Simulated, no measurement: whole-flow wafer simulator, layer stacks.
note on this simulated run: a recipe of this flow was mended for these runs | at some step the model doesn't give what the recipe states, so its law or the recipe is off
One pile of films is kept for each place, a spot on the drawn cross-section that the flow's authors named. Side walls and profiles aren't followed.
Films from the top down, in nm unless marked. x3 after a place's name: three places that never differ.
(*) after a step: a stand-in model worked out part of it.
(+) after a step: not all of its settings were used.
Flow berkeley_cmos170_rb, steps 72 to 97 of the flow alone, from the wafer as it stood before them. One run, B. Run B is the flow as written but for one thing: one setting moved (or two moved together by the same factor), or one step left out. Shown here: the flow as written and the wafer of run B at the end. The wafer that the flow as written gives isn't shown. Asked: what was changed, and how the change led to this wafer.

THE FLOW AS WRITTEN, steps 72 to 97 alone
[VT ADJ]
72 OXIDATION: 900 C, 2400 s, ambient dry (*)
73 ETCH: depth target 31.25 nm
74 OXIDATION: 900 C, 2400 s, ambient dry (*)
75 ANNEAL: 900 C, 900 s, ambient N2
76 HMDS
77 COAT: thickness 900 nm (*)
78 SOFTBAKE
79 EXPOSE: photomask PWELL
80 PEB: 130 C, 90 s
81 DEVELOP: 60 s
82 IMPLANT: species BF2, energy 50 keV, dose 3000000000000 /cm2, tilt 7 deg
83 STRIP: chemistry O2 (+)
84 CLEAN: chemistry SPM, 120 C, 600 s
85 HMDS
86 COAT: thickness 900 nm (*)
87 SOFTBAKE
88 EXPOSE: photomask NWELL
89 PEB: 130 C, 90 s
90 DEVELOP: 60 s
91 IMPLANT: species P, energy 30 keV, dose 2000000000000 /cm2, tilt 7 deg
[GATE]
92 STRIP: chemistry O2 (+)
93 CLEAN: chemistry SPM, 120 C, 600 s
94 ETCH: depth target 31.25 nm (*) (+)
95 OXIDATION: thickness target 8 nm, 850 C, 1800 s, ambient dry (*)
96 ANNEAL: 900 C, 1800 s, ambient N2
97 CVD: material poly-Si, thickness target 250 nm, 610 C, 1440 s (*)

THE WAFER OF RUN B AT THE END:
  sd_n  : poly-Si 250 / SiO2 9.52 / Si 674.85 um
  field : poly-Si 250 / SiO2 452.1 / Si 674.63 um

The cause: step 94, ETCH: depth target 10.94 nm was run, where the flow has depth target 31.25 nm.

How the change led to this, step by step:
  94 ETCH: depth target 31.25 nm (*) (+)
      sd_n, spacer_n, gate, sd_p, spacer_p, gate_p, contact, m1: SiO2 -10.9 (as written it would be: SiO2 -15 (all of it))
      field: SiO2 -10.9 (as written it would be: SiO2 -31.2)
  95 OXIDATION: thickness target 8 nm, 850 C, 1800 s, ambient dry (*)
      sd_n, spacer_n, gate, sd_p, spacer_p, gate_p, contact, m1: SiO2 +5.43, Si -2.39 (as written it would be: SiO2 +7.53 (new film), Si -3.31)
